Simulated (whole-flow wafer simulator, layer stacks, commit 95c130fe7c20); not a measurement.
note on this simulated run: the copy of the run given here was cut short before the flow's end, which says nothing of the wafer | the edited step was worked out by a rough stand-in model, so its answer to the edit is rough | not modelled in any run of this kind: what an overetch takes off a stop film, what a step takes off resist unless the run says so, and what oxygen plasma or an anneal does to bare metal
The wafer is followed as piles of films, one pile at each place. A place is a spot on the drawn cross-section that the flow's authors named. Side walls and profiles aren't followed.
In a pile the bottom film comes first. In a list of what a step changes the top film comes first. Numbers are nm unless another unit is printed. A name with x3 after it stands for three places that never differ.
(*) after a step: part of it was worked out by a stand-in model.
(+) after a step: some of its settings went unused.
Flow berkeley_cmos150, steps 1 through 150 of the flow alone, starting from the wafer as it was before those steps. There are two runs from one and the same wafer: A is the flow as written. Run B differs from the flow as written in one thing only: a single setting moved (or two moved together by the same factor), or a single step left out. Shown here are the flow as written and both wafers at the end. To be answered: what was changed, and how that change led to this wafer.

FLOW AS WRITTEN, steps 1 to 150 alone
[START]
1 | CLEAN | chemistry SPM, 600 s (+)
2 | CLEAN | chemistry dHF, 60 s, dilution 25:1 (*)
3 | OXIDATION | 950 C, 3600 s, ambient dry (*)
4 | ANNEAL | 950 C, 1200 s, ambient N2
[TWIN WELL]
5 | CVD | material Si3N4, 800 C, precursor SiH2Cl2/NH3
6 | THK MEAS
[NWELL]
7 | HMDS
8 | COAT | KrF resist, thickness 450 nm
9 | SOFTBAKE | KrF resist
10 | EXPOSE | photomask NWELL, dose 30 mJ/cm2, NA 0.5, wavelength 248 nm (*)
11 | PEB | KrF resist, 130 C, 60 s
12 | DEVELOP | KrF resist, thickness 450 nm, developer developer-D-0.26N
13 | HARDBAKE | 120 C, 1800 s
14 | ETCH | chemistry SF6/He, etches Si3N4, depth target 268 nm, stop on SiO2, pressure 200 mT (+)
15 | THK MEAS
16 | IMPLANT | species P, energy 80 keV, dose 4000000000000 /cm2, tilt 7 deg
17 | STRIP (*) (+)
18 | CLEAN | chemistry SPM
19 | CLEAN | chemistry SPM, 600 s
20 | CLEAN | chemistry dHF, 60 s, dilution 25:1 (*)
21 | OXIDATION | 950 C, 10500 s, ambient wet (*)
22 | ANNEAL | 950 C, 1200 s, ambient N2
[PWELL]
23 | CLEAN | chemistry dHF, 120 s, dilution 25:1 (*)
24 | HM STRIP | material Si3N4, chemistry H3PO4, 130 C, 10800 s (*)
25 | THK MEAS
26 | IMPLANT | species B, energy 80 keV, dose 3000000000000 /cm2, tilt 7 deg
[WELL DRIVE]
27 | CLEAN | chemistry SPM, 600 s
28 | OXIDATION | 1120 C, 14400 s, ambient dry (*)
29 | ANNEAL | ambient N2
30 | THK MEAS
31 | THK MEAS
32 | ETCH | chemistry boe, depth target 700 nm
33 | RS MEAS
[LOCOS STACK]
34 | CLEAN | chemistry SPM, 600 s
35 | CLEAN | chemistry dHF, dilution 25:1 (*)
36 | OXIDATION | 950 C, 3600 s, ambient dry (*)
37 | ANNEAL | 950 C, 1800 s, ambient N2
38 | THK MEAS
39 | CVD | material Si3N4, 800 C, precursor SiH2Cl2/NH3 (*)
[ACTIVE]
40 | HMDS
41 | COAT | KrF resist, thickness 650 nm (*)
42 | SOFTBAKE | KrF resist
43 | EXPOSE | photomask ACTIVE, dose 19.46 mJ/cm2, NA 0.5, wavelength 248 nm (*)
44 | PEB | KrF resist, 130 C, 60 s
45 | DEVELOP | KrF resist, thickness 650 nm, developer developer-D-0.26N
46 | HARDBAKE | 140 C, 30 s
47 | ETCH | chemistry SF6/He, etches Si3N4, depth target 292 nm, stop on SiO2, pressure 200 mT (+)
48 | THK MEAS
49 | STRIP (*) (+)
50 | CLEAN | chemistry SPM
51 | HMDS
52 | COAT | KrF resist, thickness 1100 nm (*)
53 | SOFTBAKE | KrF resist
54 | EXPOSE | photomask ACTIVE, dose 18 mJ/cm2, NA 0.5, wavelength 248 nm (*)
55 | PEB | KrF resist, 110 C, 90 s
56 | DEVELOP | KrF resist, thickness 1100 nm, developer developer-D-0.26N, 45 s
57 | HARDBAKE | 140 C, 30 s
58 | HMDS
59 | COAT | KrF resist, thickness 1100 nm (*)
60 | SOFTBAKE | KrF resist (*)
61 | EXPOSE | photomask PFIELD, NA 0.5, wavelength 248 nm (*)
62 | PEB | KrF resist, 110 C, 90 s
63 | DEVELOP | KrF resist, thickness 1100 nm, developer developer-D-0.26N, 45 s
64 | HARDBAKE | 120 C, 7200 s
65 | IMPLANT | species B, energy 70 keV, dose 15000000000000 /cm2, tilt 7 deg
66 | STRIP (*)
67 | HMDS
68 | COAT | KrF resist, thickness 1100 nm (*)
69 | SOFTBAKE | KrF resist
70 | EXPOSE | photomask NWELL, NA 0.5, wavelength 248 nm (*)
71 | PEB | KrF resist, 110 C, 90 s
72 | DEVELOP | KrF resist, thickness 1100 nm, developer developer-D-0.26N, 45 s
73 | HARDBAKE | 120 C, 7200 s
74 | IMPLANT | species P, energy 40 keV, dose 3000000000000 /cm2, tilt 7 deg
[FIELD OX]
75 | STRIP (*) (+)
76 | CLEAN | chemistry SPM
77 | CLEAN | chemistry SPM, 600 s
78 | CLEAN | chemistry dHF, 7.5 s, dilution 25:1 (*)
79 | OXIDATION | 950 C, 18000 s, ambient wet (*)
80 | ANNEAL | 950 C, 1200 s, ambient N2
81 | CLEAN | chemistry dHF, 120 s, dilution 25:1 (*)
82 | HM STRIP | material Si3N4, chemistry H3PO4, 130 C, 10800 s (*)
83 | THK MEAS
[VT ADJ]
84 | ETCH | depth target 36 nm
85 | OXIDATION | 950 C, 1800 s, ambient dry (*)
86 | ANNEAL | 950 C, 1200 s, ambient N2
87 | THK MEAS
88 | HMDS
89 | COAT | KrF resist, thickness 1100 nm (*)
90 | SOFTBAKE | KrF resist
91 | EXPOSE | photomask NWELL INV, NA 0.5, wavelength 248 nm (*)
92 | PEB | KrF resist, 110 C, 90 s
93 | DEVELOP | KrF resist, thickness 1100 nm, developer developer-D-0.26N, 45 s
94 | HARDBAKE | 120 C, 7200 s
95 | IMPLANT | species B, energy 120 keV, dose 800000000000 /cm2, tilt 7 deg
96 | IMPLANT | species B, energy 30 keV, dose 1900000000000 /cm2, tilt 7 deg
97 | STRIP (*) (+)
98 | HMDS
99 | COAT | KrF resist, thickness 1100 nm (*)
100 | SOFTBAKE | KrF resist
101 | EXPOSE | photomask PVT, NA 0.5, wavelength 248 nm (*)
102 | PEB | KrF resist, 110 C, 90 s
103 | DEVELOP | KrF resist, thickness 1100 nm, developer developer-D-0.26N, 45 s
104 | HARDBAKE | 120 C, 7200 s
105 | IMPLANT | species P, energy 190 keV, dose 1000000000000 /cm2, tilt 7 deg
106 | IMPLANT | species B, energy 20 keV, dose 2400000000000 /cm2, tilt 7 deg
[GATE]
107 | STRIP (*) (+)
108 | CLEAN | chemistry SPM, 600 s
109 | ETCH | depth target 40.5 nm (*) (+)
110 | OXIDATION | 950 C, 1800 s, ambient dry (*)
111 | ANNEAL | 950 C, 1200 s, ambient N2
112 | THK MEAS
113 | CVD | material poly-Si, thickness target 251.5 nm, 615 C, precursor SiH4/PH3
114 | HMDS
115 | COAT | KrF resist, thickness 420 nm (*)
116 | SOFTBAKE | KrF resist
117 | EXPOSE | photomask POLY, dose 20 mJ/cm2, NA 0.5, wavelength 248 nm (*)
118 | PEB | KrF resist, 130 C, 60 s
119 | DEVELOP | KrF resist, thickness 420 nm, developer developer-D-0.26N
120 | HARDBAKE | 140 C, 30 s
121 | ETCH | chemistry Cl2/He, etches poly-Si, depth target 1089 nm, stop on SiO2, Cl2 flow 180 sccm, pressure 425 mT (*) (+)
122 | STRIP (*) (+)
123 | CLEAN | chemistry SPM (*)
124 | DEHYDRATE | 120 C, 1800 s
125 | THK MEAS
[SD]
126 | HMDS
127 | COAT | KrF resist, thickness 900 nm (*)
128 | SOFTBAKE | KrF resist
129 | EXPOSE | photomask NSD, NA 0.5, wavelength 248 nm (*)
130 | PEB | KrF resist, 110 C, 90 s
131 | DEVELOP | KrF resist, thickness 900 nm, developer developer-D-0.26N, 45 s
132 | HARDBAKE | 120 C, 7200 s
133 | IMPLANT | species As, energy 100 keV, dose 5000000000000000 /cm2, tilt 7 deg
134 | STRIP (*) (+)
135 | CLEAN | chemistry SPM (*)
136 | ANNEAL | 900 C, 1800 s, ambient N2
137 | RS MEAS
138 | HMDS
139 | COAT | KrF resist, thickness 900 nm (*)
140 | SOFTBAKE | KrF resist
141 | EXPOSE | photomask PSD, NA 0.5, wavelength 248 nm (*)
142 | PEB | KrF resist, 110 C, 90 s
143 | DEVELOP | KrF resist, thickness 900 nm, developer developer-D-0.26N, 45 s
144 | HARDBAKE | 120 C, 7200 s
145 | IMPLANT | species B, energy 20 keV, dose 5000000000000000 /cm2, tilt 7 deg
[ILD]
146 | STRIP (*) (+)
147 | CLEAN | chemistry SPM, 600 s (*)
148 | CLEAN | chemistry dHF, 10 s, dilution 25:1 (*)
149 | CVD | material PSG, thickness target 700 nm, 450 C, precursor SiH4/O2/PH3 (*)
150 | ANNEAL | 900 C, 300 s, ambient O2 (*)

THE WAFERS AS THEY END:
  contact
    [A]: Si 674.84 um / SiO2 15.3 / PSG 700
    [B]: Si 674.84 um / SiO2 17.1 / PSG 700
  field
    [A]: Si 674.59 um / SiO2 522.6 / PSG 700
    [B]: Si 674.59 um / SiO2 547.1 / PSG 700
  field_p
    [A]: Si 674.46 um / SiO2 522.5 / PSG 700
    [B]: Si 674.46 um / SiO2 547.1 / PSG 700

Cause: step 109, ETCH: depth target 15.88 nm was run, though the flow has depth target 40.5 nm.

How this came from the change, step by step:
  109 | ETCH | depth target 40.5 nm (*) (+)
      gate_n, sd_p, gate_p, contact, m1: A -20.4 SiO2 (all of it) | B -15.9 SiO2
      sd_n: A -40.4 SiO2 (all of it) | B -15.9 SiO2
      (and at 2 other places as well)
  110 | OXIDATION | 950 C, 1800 s, ambient dry (*)
      gate_n, sd_p, gate_p, contact, m1: A +20.4 SiO2 (new film), -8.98 Si | B +17.6 SiO2, -7.76 Si
      sd_n: A +20.4 SiO2 (new film), -8.98 Si | B +11.9 SiO2, -5.25 Si
  115 | COAT | KrF resist, thickness 420 nm (*)
      gate_n: A +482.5 KrF resist (new film) | B +493 KrF resist (new film)
  120 | HARDBAKE | 140 C, 30 s
      gate_n: A -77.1 KrF resist | B -78.9 KrF resist
  122 | STRIP (*) (+)
      gate_n: A +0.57 chemical SiO2 (new film), -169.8 KrF resist (all of it), -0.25 poly-Si | B +0.57 chemical SiO2 (new film), -178.6 KrF resist (all of it), -0.25 poly-Si
      gate_p: A +0.57 chemical SiO2 (new film), -206.4 KrF resist (all of it), -0.25 poly-Si | B +0.57 chemical SiO2 (new film), -210.9 KrF resist (all of it), -0.25 poly-Si
